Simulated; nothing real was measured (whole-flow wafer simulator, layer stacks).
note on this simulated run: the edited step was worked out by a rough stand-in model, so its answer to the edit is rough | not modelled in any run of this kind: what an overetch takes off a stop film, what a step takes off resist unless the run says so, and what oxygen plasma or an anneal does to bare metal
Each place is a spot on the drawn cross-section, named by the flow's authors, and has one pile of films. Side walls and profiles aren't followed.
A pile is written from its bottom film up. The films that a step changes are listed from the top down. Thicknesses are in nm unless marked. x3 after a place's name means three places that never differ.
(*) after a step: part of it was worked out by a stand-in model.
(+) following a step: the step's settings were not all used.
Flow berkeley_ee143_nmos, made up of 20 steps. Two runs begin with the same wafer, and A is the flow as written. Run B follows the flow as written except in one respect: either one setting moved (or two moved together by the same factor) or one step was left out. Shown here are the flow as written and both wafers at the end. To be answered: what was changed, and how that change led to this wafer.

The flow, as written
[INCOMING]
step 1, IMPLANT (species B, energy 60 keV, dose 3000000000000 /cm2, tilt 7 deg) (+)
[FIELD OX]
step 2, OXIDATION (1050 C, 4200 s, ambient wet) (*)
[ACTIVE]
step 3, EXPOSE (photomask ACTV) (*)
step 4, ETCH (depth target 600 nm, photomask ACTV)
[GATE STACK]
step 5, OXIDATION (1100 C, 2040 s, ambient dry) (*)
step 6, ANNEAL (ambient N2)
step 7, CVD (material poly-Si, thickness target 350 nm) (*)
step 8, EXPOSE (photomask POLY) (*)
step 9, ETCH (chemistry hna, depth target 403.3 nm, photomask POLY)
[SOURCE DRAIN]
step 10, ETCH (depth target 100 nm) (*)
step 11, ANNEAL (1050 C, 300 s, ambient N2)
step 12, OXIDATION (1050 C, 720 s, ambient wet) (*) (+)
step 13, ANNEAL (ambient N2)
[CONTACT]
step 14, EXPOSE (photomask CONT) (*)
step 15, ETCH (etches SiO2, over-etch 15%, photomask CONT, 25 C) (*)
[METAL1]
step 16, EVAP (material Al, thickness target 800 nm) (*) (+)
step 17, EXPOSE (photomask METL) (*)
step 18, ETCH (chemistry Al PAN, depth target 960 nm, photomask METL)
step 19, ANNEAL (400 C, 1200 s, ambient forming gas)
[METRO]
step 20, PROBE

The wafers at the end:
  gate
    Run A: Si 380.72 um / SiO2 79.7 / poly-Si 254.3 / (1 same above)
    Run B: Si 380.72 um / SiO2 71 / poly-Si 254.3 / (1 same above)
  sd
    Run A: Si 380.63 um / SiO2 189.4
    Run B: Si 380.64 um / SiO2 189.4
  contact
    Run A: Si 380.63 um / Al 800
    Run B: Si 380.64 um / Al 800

Cause: step 5, OXIDATION: 1683 s was run, while the flow as written has 2040 s.

Step by step, how the change led to this:
  step 5, OXIDATION (1100 C, 2040 s, ambient dry) (*)
      gate, sd, contact: A +79.7 SiO2 (new film), -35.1 Si | B +71 SiO2 (new film), -31.3 Si
      field: A +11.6 SiO2, -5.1 Si | B +9.59 SiO2, -4.22 Si
  step 10, ETCH (depth target 100 nm) (*)
      sd, contact: A -79.7 SiO2 (all of it) | B -71 SiO2 (all of it)
